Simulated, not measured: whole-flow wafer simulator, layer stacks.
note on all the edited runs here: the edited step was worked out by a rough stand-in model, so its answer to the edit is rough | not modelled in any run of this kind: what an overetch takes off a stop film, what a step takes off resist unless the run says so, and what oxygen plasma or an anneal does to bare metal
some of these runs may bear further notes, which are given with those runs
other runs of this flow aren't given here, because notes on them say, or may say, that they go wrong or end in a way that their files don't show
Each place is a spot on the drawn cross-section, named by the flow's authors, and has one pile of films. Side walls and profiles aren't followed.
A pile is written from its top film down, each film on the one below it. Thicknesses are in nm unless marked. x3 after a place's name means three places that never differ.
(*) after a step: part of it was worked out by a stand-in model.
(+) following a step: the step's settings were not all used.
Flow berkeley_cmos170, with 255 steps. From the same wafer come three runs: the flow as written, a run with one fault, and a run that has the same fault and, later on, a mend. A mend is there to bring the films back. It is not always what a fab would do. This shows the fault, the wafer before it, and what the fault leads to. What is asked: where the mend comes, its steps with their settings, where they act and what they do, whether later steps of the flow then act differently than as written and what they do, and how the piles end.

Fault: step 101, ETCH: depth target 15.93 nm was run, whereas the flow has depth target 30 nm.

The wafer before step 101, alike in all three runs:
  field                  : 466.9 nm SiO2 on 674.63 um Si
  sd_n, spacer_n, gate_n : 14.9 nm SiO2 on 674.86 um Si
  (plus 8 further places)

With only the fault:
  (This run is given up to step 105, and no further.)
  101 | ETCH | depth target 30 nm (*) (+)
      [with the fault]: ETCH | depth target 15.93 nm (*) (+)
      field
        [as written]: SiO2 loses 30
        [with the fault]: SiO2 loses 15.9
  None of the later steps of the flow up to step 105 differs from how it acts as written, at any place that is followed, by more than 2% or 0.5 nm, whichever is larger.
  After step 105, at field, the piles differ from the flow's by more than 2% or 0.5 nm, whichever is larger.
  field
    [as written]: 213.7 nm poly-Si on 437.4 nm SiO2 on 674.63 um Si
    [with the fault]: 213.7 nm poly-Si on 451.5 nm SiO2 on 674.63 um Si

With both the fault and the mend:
  After step 101 comes the mend.
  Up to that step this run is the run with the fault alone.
  101a | ETCH | depth target 14.07 nm (*) (+) (the flow's step 101 again, with other settings)
      field
        SiO2 loses 14.1
  None of the later steps of the flow acts differently than as written at any place that is followed.
  At every place that both follow, the piles at the end match the flow's.
